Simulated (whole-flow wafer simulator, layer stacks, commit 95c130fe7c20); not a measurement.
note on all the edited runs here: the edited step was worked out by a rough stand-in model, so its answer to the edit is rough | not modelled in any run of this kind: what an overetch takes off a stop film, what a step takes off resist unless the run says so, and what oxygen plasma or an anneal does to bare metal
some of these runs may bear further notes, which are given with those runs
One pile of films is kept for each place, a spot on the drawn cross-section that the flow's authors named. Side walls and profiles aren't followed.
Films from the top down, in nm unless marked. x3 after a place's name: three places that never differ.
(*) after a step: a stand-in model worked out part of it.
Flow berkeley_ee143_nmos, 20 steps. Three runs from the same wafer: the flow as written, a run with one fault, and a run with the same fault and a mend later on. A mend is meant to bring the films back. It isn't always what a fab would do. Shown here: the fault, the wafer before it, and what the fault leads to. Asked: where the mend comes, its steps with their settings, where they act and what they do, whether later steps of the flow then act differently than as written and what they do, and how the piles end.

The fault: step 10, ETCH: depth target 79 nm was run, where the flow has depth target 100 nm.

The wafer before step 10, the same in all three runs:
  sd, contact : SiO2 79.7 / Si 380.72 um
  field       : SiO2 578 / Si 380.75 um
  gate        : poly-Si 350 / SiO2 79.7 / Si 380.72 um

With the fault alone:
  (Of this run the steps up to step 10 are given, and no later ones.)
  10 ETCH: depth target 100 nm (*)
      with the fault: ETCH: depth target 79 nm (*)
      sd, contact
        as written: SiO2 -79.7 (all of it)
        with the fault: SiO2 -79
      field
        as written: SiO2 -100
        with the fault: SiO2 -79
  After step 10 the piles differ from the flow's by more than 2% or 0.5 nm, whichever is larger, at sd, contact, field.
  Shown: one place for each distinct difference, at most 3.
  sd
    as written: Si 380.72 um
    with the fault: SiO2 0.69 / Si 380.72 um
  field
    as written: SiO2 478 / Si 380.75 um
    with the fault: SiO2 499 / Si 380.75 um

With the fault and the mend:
  The mend comes after step 10.
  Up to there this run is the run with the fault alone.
  10a ETCH: depth target 21 nm (*) (the flow's step 10 once more, with other settings)
      sd, contact
        SiO2 -0.69 (all of it)
      field
        SiO2 -21
  No later step of the flow acts differently than as written at any place that is followed.
  At the end the piles are the same as the flow's at every place that both follow.
